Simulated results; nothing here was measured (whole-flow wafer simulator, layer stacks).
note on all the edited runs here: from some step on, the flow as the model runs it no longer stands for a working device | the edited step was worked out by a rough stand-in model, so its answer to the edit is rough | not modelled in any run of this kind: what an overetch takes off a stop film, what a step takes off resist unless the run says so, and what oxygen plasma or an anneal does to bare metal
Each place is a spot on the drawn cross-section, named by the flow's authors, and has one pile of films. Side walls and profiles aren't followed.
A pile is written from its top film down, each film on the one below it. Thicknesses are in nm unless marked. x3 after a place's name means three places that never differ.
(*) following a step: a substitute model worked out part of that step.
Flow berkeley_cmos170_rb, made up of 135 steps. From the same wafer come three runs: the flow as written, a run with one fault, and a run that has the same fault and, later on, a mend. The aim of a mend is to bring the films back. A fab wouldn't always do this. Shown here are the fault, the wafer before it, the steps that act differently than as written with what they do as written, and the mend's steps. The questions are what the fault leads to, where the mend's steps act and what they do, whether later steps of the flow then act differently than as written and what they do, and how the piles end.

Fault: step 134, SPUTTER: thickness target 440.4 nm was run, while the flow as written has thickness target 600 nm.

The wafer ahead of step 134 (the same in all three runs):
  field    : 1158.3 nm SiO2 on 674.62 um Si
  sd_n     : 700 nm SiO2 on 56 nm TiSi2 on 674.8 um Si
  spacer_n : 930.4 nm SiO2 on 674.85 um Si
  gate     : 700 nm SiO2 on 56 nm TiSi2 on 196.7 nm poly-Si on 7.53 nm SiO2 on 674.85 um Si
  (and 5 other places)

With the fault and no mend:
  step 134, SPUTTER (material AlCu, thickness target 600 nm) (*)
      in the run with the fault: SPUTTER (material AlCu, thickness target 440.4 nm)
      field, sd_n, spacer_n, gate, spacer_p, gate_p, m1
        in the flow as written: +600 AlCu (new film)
        in the run with the fault: +440.4 AlCu (new film)
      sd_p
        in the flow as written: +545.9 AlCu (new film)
        in the run with the fault: +395.4 AlCu (new film)
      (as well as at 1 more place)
  Later steps of the flow that are run all act as written at every place that is followed.
  By the end, the piles at field, sd_n, spacer_n and 6 more depart from the flow's by more than 2% or 0.5 nm, whichever is larger.
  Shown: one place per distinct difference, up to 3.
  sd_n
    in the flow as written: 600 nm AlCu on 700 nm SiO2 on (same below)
    in the run with the fault: 440.4 nm AlCu on 700 nm SiO2 on (same below)
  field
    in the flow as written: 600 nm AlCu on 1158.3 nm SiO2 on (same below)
    in the run with the fault: 440.4 nm AlCu on 1158.3 nm SiO2 on (same below)
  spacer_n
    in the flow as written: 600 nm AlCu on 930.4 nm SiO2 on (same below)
    in the run with the fault: 440.4 nm AlCu on 930.4 nm SiO2 on (same below)

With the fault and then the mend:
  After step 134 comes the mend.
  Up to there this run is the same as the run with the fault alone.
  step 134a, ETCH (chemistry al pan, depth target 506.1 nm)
      field, sd_n, spacer_n, gate, spacer_p, gate_p, m1
        -440.4 AlCu (all of it)
      sd_p
        -395.4 AlCu (all of it)
      contact
        -308.3 AlCu (all of it)
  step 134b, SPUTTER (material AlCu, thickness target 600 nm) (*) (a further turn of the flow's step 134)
      field, sd_n, spacer_n, gate, spacer_p, gate_p, m1
        +600 AlCu (new film)
      sd_p
        +545.9 AlCu (new film)
      contact
        +415.1 AlCu (new film)
  Later steps of the flow that are run all act as written at every place that is followed.
  At every place that both follow, the piles at the end match the flow's.
